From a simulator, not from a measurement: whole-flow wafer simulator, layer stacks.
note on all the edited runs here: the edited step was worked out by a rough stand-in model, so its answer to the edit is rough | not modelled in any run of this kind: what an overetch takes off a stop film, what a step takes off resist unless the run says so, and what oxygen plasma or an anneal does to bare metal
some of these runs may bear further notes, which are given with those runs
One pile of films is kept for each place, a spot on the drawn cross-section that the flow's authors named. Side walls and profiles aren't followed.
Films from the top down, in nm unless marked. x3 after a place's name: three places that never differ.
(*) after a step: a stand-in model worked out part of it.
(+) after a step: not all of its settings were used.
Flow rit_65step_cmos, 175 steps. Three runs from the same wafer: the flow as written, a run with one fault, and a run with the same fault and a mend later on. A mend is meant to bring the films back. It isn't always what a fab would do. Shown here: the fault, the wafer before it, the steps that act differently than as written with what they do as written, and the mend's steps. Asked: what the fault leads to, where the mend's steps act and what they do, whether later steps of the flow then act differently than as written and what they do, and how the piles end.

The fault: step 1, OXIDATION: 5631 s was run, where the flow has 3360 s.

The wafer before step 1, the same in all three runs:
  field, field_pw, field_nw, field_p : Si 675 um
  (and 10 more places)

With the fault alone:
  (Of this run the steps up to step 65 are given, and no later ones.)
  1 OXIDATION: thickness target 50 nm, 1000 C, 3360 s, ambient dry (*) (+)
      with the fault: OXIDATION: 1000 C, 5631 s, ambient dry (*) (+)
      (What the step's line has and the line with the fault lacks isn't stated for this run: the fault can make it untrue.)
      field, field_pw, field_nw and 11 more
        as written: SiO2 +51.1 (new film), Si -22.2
        with the fault: SiO2 +69.7 (new film), Si -30.4
  Later steps of the flow that act differently than as written (21 more steps differ only slightly, by at most 2% or 0.5 nm, whichever is larger, and aren't shown):
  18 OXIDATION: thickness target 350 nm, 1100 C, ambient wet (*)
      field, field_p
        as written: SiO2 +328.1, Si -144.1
        with the fault: SiO2 +315, Si -138.4
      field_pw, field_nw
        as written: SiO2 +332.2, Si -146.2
        with the fault: SiO2 +318.7, Si -140.2
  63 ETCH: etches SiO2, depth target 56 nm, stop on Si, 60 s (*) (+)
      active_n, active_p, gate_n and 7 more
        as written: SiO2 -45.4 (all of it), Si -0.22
        with the fault: SiO2 -56
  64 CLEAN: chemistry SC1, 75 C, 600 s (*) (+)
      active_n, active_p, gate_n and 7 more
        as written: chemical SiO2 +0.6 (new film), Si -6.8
        with the fault: SiO2 -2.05
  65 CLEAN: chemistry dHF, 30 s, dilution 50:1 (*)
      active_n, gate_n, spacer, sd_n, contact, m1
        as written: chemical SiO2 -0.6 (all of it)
        with the fault: SiO2 -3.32
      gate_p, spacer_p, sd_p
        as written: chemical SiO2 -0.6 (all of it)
        with the fault: SiO2 -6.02 (all of it)
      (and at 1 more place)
  After step 65 the piles differ from the flow's by more than 2% or 0.5 nm, whichever is larger, at active_n, gate_n, spacer, sd_n, contact, m1.
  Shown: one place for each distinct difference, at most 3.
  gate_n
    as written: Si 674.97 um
    with the fault: SiO2 2.71 / Si 674.97 um
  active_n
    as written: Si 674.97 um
    with the fault: SiO2 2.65 / Si 674.97 um

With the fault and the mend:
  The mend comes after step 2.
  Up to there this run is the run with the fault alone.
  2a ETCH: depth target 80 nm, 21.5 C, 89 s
      field, field_pw, field_nw and 11 more
        SiO2 -69.7 (all of it)
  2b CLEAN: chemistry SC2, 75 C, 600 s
      field, field_pw, field_nw and 11 more
        chemical SiO2 +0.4 (new film), Si -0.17
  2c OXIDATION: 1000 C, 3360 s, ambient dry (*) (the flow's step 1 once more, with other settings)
      field, field_pw, field_nw and 11 more
        SiO2 +51 (new film), chemical SiO2 -0.4 (all of it), Si -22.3
  Later steps of the flow that act differently than as written (17 more steps differ only slightly, by at most 2% or 0.5 nm, whichever is larger, and aren't shown):
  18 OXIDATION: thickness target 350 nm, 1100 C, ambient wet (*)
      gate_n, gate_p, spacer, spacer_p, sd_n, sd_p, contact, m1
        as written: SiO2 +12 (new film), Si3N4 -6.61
        with the mend: SiO2 +12 (new film), Si3N4 -6.61, SiO2 +0.03
  At the end the piles differ from the flow's only slightly at the places that both follow, by at most 2% or 0.5 nm, whichever is larger.
